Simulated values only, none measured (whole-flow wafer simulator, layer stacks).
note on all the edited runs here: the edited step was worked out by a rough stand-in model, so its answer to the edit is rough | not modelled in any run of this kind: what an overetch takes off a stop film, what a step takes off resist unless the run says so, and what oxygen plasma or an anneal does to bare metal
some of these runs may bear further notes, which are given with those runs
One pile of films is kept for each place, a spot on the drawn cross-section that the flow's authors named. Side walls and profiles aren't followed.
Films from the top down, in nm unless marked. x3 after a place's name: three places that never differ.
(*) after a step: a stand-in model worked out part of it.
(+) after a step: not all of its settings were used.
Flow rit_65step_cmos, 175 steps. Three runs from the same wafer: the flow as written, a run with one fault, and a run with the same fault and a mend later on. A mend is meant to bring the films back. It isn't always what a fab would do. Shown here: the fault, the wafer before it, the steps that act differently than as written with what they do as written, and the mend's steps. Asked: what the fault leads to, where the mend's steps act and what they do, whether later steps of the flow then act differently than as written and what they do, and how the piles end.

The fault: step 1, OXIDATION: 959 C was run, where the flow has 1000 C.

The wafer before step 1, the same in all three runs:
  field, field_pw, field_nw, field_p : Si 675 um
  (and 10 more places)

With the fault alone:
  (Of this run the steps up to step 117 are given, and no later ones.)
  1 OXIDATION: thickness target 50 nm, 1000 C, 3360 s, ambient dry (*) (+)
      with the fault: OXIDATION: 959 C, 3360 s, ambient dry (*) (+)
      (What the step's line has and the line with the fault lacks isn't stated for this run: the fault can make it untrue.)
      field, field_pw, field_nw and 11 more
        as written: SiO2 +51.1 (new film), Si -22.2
        with the fault: SiO2 +36.8 (new film), Si -15.9
  Later steps of the flow that act differently than as written (37 more steps differ only slightly, by at most 2% or 0.5 nm, whichever is larger, and aren't shown):
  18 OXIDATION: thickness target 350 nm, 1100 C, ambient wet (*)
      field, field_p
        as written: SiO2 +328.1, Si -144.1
        with the fault: SiO2 +338.9, Si -148.8
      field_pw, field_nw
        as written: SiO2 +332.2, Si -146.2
        with the fault: SiO2 +343, Si -150.9
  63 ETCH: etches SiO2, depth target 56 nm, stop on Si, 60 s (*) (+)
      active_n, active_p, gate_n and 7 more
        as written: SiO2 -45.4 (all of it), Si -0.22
        with the fault: SiO2 -31.1 (all of it), Si -0.51
  After step 117 the piles differ from the flow's only slightly at the places that both follow, by at most 2% or 0.5 nm, whichever is larger.

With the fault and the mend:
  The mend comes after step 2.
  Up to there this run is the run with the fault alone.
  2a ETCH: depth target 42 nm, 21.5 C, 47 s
      field, field_pw, field_nw and 11 more
        SiO2 -36.8 (all of it)
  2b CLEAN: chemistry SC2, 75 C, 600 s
      field, field_pw, field_nw and 11 more
        chemical SiO2 +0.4 (new film), Si -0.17
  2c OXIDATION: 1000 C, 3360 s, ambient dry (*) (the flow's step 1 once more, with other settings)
      field, field_pw, field_nw and 11 more
        SiO2 +51 (new film), chemical SiO2 -0.4 (all of it), Si -22.3
  Later steps of the flow that act differently than as written (18 more steps differ only slightly, by at most 2% or 0.5 nm, whichever is larger, and aren't shown):
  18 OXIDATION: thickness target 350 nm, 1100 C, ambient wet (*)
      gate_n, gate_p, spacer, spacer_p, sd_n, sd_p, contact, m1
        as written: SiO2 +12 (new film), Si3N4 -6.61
        with the mend: SiO2 +12 (new film), Si3N4 -6.61, SiO2 +0.03
  At the end the piles differ from the flow's only slightly at the places that both follow, by at most 2% or 0.5 nm, whichever is larger.
